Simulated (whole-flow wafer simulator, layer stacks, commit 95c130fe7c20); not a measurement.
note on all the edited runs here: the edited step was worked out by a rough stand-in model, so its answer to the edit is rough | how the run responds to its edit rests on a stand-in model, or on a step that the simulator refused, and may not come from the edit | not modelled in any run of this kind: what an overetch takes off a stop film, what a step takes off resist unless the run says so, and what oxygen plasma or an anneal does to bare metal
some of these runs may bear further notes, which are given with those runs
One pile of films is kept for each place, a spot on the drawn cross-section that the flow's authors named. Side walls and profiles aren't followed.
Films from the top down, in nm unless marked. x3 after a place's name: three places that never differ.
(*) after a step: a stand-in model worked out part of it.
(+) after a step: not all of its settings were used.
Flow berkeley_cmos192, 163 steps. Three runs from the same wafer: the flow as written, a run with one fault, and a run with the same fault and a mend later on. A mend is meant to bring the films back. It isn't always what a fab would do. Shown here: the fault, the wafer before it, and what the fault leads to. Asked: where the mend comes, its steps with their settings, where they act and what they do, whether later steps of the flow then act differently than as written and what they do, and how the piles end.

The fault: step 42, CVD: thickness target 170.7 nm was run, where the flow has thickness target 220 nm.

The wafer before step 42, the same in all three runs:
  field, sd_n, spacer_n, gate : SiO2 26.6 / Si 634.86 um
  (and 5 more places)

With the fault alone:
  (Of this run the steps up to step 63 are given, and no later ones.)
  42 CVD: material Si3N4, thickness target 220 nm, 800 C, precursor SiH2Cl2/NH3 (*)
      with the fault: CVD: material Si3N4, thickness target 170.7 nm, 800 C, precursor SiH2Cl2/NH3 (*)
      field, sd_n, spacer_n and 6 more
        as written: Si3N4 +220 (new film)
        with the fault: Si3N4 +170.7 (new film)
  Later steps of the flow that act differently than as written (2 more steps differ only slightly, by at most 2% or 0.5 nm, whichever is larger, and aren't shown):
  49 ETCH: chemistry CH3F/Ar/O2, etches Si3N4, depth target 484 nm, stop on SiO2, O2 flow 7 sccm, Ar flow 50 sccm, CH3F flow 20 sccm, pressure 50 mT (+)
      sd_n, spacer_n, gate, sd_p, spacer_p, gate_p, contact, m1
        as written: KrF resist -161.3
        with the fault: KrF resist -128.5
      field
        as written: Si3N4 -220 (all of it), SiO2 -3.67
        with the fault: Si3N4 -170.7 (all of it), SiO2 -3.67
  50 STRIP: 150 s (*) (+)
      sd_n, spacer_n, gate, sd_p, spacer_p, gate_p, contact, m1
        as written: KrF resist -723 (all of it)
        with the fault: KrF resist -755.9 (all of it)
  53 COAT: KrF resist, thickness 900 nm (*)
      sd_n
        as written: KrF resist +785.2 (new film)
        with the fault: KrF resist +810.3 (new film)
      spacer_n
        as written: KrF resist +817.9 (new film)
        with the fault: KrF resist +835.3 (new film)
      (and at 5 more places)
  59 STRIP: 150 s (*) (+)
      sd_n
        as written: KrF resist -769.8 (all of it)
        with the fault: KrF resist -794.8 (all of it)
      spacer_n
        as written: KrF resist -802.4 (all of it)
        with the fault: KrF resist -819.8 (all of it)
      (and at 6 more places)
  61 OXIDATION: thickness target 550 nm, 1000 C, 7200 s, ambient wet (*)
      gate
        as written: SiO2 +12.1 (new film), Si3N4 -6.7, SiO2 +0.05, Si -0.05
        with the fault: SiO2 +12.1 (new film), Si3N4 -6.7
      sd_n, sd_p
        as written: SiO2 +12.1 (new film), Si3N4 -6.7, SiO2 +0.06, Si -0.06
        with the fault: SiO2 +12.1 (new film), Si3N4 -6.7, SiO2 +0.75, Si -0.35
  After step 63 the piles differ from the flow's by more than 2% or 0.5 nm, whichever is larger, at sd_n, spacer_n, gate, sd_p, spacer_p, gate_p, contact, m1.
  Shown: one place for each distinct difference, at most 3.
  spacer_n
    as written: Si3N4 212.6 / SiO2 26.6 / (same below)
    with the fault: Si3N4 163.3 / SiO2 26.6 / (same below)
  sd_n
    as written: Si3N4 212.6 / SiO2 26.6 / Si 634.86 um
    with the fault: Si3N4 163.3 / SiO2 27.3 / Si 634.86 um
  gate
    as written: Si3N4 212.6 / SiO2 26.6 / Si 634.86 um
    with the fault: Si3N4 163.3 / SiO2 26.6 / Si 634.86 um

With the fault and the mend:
  The mend comes after step 48.
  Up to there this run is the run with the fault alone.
  48a STRIP: 150 s (*) (+)
      sd_n, spacer_n, gate, sd_p, spacer_p, gate_p, contact, m1
        KrF resist -884.4 (all of it)
  48b CLEAN: chemistry SPM (the flow's step 34 once more)
      changes no film at any place that is followed
  48c CVD: material Si3N4, thickness target 49.28 nm, 800 C, precursor SiH2Cl2/NH3 (*) (the flow's step 42 once more, with other settings)
      field, sd_n, spacer_n and 6 more
        Si3N4 +49.3
  48d HMDS (the flow's step 43 once more)
      changes no film at any place that is followed
  48e COAT: KrF resist, thickness 900 nm (the flow's step 44 once more)
      field, sd_n, spacer_n and 6 more
        KrF resist +900 (new film)
  48f SOFTBAKE: KrF resist (the flow's step 45 once more)
      changes no film at any place that is followed
  48g EXPOSE: photomask ACTIVE, dose 18 mJ/cm2, NA 0.5, wavelength 248 nm (*) (the flow's step 46 once more)
      changes no film at any place that is followed
  48h PEB: KrF resist, 130 C, 60 s (the flow's step 47 once more)
      field, sd_n, spacer_n and 6 more
        KrF resist -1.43
  48i DEVELOP: KrF resist, thickness 900 nm, developer developer-D-0.26N, 45 s (the flow's step 48 once more)
      sd_n, spacer_n, gate, sd_p, spacer_p, gate_p, contact, m1
        KrF resist -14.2
      field
        KrF resist -898.6 (all of it)
  No later step of the flow acts differently than as written, at any place that is followed, by more than 2% or 0.5 nm, whichever is larger.
  At the end the piles are the same as the flow's at every place that both follow.
